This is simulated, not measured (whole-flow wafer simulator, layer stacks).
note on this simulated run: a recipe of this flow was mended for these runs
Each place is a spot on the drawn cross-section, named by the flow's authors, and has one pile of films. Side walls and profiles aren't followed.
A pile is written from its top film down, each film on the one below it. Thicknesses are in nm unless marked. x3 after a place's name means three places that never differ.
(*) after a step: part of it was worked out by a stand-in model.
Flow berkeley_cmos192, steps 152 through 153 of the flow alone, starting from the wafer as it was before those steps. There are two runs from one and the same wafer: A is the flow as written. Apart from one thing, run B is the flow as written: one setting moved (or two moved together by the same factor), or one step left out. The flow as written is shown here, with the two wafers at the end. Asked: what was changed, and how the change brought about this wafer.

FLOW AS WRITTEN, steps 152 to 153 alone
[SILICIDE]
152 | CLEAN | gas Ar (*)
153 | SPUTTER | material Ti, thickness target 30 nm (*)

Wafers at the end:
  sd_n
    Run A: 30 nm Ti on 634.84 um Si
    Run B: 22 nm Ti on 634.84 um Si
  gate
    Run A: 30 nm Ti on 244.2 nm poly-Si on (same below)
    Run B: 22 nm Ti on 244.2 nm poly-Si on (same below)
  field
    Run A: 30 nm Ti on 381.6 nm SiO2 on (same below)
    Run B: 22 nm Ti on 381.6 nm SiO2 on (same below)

Cause: step 153, SPUTTER: thickness target 22 nm was run, while the flow as written has thickness target 30 nm.
The wafer itself shows it: sd_n has Ti 22, and step 153 as written asks for 30 nm.

Step by step, how the change led to this:
  153 | SPUTTER | material Ti, thickness target 30 nm (*)
      field, sd_n, spacer_n, gate, spacer_p, gate_p, contact x2: A +30 Ti (new film) | B +22 Ti (new film)
      sd_p: A +28.2 Ti (new film) | B +20.7 Ti (new film)
